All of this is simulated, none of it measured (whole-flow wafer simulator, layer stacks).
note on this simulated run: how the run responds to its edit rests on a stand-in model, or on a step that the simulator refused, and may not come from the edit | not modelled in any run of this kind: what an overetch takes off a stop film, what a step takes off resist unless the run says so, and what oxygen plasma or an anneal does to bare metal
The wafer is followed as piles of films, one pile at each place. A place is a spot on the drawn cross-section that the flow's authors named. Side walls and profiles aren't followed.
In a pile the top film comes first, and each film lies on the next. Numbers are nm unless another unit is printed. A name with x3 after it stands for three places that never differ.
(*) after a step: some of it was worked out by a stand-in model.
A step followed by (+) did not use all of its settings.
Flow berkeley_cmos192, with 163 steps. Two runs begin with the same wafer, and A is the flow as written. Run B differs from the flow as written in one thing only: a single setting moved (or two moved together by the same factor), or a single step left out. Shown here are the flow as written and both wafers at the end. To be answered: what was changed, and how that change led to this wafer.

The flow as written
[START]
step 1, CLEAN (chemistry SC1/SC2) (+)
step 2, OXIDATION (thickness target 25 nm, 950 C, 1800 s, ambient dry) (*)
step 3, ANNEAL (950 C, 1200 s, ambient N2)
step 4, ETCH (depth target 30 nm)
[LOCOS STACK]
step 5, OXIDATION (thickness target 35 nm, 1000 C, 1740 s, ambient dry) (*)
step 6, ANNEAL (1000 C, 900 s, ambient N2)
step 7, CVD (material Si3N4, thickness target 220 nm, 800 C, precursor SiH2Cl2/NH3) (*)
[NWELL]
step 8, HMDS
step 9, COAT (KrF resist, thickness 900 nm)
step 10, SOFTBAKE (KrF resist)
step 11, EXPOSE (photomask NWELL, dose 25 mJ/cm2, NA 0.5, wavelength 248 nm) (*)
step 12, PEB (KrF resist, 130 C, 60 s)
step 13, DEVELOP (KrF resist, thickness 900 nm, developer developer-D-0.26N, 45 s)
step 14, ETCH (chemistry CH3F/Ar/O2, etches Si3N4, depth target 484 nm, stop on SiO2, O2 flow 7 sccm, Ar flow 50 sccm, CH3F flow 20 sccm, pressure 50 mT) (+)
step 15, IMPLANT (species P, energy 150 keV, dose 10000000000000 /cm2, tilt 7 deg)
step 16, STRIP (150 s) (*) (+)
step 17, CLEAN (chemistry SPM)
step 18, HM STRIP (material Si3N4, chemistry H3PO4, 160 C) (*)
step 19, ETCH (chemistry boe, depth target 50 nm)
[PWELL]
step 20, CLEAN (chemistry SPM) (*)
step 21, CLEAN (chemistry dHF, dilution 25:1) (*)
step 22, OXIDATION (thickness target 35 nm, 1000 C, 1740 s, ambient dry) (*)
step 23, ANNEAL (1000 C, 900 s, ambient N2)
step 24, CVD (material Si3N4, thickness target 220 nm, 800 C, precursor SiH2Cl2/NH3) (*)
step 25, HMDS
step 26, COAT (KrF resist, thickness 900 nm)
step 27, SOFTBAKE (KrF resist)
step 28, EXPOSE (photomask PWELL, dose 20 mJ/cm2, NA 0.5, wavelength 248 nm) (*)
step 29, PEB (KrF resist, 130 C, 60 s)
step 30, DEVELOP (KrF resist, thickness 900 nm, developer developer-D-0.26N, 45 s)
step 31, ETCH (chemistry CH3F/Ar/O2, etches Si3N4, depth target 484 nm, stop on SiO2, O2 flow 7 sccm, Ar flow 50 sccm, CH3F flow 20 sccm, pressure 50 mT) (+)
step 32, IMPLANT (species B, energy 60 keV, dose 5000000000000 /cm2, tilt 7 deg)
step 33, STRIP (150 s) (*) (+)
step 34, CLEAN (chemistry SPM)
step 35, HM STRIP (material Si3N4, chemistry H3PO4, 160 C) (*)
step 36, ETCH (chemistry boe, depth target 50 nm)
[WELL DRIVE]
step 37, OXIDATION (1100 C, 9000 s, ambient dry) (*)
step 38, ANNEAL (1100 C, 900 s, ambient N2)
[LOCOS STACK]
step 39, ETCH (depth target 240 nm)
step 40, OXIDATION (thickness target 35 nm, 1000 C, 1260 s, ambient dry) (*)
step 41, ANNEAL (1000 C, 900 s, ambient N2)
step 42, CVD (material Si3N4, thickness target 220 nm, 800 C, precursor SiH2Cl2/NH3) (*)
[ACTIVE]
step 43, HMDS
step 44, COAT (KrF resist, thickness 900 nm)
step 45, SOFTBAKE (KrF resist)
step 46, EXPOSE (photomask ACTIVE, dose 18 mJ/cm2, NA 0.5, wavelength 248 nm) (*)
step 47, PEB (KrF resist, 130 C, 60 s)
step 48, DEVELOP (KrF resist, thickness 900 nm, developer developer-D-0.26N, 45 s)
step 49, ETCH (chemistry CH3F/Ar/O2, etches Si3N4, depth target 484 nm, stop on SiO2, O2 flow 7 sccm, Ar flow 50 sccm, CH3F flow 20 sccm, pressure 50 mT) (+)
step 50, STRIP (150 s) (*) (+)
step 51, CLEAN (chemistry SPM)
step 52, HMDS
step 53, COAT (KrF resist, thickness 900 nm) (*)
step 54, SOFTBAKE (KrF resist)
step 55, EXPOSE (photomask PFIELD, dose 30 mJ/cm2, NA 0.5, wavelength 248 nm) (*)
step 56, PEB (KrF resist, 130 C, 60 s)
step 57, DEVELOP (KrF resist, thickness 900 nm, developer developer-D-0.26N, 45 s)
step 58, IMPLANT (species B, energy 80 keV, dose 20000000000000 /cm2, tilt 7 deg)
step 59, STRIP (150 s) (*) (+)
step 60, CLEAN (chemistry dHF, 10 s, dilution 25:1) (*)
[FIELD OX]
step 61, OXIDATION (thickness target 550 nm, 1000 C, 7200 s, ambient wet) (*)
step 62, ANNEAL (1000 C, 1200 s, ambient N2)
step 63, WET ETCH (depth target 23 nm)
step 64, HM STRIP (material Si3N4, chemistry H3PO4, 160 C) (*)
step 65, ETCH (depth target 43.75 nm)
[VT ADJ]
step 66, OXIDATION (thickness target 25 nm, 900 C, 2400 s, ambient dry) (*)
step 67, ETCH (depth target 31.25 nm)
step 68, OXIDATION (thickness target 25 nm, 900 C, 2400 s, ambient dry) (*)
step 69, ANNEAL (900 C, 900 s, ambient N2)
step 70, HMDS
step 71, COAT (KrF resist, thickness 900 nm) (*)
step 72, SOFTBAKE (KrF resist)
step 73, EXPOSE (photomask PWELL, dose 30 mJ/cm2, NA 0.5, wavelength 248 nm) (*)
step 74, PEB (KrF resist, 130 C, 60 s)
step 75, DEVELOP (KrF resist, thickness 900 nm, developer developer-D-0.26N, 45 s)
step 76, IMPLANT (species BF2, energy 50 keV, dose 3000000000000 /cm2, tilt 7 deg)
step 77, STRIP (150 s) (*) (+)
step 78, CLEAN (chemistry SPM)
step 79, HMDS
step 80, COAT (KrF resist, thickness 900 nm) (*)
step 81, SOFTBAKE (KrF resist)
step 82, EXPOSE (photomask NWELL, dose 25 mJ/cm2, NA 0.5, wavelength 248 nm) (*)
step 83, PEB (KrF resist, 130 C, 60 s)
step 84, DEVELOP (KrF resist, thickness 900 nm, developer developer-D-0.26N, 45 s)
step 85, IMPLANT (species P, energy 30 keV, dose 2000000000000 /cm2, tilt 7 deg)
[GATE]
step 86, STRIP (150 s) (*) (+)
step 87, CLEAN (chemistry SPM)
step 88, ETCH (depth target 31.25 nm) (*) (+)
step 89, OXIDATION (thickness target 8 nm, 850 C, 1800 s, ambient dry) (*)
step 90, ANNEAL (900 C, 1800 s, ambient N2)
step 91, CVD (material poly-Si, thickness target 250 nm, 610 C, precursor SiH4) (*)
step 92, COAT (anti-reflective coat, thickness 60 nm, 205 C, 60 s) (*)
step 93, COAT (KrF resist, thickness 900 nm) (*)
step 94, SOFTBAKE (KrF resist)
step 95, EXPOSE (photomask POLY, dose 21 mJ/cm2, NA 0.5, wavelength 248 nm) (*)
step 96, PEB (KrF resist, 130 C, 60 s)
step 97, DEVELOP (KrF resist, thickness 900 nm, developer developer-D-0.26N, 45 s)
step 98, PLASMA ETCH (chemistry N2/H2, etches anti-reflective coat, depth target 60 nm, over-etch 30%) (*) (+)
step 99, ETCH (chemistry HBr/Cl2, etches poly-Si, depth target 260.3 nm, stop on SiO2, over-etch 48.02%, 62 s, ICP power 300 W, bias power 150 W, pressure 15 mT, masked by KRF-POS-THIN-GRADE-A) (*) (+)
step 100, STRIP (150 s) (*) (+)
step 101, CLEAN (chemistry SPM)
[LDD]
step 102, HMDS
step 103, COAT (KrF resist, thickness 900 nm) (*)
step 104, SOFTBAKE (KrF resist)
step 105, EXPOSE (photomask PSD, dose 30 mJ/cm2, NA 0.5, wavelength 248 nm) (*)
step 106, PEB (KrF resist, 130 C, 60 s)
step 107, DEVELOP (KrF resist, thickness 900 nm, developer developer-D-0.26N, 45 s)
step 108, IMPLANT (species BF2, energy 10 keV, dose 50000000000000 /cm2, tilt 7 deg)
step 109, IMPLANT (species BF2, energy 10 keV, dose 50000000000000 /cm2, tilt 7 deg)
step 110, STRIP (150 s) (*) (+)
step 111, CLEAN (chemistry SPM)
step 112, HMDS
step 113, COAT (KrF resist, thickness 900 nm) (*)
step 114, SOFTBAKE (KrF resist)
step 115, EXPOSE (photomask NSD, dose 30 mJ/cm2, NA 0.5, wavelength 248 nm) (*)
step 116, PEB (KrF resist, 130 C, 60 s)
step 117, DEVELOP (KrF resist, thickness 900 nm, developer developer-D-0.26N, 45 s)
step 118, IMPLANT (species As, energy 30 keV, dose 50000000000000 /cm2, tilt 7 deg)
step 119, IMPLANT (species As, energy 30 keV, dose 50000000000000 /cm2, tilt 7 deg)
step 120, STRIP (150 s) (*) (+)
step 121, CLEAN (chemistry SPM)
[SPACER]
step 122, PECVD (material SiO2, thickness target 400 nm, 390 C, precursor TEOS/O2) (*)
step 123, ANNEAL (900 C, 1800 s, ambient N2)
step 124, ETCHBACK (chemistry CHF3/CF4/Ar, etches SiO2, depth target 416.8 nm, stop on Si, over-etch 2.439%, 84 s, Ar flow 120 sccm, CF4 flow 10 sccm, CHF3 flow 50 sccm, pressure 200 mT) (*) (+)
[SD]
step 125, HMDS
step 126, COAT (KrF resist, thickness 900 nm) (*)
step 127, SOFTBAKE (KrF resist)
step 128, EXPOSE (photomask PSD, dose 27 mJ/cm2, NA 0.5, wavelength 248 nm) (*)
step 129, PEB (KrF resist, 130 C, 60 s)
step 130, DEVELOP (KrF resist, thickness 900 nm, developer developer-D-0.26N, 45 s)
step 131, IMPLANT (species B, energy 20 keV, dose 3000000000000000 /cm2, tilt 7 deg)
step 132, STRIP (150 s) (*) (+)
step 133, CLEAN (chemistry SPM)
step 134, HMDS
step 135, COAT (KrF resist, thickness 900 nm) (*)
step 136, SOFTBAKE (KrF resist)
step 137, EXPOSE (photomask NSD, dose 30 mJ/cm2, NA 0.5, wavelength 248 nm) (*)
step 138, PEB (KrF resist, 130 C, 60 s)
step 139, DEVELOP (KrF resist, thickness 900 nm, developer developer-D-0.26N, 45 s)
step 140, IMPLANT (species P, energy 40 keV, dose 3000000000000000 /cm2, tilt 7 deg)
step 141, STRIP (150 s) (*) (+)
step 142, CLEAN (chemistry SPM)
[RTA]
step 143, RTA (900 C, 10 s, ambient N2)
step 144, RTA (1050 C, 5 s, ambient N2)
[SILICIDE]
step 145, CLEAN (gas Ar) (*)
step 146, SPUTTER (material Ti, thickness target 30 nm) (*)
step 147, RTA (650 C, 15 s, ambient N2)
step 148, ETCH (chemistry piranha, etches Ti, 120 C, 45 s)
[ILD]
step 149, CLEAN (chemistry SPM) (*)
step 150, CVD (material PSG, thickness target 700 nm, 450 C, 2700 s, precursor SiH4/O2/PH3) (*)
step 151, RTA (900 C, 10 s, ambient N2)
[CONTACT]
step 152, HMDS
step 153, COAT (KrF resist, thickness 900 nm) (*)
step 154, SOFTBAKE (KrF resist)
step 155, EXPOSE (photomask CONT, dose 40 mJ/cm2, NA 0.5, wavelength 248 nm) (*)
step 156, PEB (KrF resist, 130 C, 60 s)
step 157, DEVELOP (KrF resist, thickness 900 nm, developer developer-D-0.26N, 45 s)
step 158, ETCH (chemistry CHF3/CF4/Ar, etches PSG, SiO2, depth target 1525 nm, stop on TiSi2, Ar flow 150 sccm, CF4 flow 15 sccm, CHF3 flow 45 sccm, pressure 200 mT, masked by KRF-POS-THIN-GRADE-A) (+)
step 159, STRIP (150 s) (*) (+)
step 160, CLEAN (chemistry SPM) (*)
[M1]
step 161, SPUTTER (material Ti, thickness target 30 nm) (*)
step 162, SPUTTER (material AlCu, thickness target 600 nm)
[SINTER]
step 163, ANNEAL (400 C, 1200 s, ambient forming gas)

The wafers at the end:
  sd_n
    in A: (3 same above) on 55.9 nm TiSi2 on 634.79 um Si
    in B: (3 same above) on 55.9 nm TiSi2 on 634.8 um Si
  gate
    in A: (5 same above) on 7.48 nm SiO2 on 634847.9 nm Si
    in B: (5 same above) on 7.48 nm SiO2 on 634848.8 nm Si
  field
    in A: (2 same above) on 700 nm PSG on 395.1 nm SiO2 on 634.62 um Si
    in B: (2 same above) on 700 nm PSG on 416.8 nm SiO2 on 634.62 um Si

What caused this: step 44, COAT: thickness 450 nm was run, though the flow has thickness 900 nm; step 65, ETCH: depth target 21.88 nm was run, where the flow has depth target 43.75 nm.

How this came from the change, step by step:
  step 44, COAT (KrF resist, thickness 900 nm)
      field, sd_n, spacer_n and 6 more: A +900 KrF resist (new film) | B +450 KrF resist (new film)
  step 47, PEB (KrF resist, 130 C, 60 s)
      field, sd_n, spacer_n and 6 more: A -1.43 KrF resist | B -0.63 KrF resist
  step 48, DEVELOP (KrF resist, thickness 900 nm, developer developer-D-0.26N, 45 s)
      field: A -898.6 KrF resist (all of it) | B -449.4 KrF resist (all of it)
  step 50, STRIP (150 s) (*) (+)
      sd_n, spacer_n, gate, sd_p, spacer_p, gate_p, contact, m1: A -723 KrF resist (all of it) | B -273.8 KrF resist (all of it)
  step 65, ETCH (depth target 43.75 nm)
      sd_n, spacer_n, gate, sd_p, spacer_p, gate_p, contact, m1: A -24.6 SiO2 (all of it) | B -21.9 SiO2
      field: A -43.8 SiO2 | B -21.9 SiO2
  step 66, OXIDATION (thickness target 25 nm, 900 C, 2400 s, ambient dry) (*)
      sd_n, spacer_n, gate, sd_p, spacer_p, gate_p, contact, m1: A +14.9 SiO2 (new film), -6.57 Si | B +12.9 SiO2, -5.69 Si
  step 67, ETCH (depth target 31.25 nm)
      spacer_n, spacer_p, gate_p, contact, m1: A -14.9 SiO2 (all of it) | B -15.6 SiO2 (all of it)
      sd_n, gate, sd_p: A -14.9 SiO2 (all of it) | B -15.7 SiO2 (all of it)
  step 92, COAT (anti-reflective coat, thickness 60 nm, 205 C, 60 s) (*)
      sd_n: A +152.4 anti-reflective coat (new film) | B +167.2 anti-reflective coat (new film)
      spacer_n: A +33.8 anti-reflective coat (new film) | B +28.9 anti-reflective coat (new film)
      (also at 6 further places)
  step 98, PLASMA ETCH (chemistry N2/H2, etches anti-reflective coat, depth target 60 nm, over-etch 30%) (*) (+)
      sd_n: A -152.4 anti-reflective coat (all of it), -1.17 poly-Si | B -167.2 anti-reflective coat (all of it), -1.29 poly-Si
      spacer_n: A -33.8 anti-reflective coat (all of it), -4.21 poly-Si | B -28.9 anti-reflective coat (all of it), -4.83 poly-Si
      (also at 4 further places)
  step 100, STRIP (150 s) (*) (+)
      gate: A +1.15 chemical SiO2 (new film), -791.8 KrF resist (all of it), -30 anti-reflective coat (all of it), -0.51 poly-Si | B +1.15 chemical SiO2 (new film), -809.4 KrF resist (all of it), -24.8 anti-reflective coat (all of it), -0.51 poly-Si
      gate_p: A +1.15 chemical SiO2 (new film), -765.1 KrF resist (all of it), -31 anti-reflective coat (all of it), -0.51 poly-Si | B +1.15 chemical SiO2 (new film), -776.5 KrF resist (all of it), -27.4 anti-reflective coat (all of it), -0.51 poly-Si
  step 147, RTA (650 C, 15 s, ambient N2)
      sd_p: A -21.9 Ti, +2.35 TiSi first (new film), +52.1 TiSi2 C49 (new film), -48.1 Si | B -21.5 Ti, +1.48 TiSi first (new film), +52.5 TiSi2 C49 (new film), -47.8 Si
  step 151, RTA (900 C, 10 s, ambient N2)
      sd_p: A under 1 film: +52.2 TiSi2 (new film), -2.25 TiSi first (all of it), -52.1 TiSi2 C49 (all of it), -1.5 Si | B under 1 film: +51.4 TiSi2 (new film), -1.38 TiSi first (all of it), -52.5 TiSi2 C49 (all of it), -0.92 Si
  step 162, SPUTTER (material AlCu, thickness target 600 nm)
      sd_p: A +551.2 AlCu (new film) | B +538.8 AlCu (new film)
